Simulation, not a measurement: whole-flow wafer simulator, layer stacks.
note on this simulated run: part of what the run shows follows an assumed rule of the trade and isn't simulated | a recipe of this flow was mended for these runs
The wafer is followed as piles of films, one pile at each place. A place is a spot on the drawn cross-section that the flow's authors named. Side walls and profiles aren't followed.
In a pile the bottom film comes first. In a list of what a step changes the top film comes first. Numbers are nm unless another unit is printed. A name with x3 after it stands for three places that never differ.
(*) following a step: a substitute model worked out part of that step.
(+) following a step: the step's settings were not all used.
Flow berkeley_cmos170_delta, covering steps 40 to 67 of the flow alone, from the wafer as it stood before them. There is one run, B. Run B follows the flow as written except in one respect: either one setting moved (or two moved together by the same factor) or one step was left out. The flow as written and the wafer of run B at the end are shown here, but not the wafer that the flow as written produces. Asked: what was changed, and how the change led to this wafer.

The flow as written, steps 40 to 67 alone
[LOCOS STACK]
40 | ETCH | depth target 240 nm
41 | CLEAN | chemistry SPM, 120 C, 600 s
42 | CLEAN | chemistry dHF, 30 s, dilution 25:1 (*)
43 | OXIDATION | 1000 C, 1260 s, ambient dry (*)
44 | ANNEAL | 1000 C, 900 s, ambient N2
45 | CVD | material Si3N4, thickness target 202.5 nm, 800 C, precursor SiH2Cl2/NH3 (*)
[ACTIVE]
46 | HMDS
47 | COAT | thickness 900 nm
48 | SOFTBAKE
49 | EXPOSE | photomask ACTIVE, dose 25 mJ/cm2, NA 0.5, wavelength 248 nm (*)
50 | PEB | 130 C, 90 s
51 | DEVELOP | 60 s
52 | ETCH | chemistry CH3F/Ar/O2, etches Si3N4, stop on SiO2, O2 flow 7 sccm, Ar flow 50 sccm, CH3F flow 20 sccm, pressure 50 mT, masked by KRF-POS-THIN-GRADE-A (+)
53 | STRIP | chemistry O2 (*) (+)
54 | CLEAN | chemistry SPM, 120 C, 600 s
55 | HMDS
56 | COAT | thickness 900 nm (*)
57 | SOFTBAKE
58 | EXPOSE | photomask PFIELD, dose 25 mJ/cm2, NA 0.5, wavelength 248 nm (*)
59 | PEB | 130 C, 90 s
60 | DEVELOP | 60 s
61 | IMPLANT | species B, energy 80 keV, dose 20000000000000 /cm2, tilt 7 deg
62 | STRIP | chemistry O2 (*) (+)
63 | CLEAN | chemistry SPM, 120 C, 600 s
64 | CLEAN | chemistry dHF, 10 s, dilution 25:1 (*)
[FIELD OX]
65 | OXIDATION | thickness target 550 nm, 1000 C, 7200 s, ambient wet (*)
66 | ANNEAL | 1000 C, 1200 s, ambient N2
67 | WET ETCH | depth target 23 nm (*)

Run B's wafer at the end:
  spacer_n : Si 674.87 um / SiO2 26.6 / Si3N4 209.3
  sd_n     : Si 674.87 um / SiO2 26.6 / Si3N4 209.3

Cause: step 45, CVD: thickness target 217.1 nm was run, whereas the flow has thickness target 202.5 nm.

The path from the change to this, step by step:
  45 | CVD | material Si3N4, thickness target 202.5 nm, 800 C, precursor SiH2Cl2/NH3 (*)
      field, sd_n, spacer_n and 6 more: Si3N4 gains 217.1 (new film) (it would be, as written: Si3N4 gains 202.5 (new film))
  52 | ETCH | chemistry CH3F/Ar/O2, etches Si3N4, stop on SiO2, O2 flow 7 sccm, Ar flow 50 sccm, CH3F flow 20 sccm, pressure 50 mT, masked by KRF-POS-THIN-GRADE-A (+)
      sd_n, spacer_n, gate, sd_p, spacer_p, gate_p, contact, m1: KrF-resist loses 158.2 (it would be, as written: KrF-resist loses 148.5)
      field: Si3N4 loses 217.1 (all of it), SiO2 loses 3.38 (it would be, as written: Si3N4 loses 202.5 (all of it), SiO2 loses 3.38)
